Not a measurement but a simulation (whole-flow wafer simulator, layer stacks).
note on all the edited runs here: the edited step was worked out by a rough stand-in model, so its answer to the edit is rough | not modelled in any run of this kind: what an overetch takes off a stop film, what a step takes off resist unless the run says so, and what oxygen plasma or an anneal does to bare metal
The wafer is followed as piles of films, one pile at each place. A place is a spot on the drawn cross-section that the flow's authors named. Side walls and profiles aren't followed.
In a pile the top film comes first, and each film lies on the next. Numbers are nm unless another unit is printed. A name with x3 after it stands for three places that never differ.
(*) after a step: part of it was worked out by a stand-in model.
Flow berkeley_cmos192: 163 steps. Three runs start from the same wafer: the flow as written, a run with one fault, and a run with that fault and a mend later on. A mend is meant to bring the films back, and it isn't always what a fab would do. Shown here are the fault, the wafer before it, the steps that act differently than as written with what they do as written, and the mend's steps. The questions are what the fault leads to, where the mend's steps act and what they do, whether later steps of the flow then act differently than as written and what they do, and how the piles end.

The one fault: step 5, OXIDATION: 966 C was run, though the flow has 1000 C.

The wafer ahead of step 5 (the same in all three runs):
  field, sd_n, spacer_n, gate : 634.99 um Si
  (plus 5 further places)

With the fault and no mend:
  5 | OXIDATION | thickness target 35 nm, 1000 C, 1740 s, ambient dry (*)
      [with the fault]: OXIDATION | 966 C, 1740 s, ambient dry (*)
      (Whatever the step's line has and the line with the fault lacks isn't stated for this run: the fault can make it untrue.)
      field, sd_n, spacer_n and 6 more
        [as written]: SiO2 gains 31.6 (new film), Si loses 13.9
        [with the fault]: SiO2 gains 23.4 (new film), Si loses 10.3
  Later steps of the flow acting differently than as written:
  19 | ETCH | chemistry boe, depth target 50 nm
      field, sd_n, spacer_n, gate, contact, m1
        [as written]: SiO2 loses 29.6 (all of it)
        [with the fault]: SiO2 loses 21.3 (all of it)
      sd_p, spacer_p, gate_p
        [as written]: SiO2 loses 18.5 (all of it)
        [with the fault]: SiO2 loses 10.3 (all of it)
  The piles end only slightly different from the flow's at the places that both follow, by no more than 2% or 0.5 nm, whichever is larger.

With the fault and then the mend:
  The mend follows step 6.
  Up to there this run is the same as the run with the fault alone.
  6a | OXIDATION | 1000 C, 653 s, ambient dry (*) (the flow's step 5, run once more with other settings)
      field, sd_n, spacer_n and 6 more
        SiO2 gains 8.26, Si loses 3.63
  None of the later steps of the flow differs from how it acts as written, at any place that is followed, by more than 2% or 0.5 nm, whichever is larger.
  At every place that both follow, the piles at the end match the flow's.
